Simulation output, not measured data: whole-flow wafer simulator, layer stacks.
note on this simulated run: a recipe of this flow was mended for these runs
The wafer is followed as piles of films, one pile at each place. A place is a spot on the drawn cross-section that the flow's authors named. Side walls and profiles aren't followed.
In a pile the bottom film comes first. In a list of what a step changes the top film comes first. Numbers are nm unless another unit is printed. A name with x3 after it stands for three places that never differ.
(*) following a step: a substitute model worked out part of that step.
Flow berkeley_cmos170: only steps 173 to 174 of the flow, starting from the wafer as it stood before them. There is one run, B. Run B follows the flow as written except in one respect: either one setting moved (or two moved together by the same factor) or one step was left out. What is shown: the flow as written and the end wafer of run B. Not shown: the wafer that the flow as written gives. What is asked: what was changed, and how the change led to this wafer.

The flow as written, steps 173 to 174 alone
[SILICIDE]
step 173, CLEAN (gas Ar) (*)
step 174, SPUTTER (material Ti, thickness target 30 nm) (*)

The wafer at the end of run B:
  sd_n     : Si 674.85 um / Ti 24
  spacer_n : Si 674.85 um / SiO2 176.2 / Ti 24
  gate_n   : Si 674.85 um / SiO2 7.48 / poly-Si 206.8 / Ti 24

What caused this: step 174, SPUTTER: thickness target 24 nm was run, while the flow as written has thickness target 30 nm.
The wafer itself shows it: sd_n has Ti 24, and step 174 as written asks for 30 nm.

The path from the change to this, step by step:
  step 174, SPUTTER (material Ti, thickness target 30 nm) (*)
      field, mark, sd_n and 10 more: +24 Ti (new film) (it would be, as written: +30 Ti (new film))
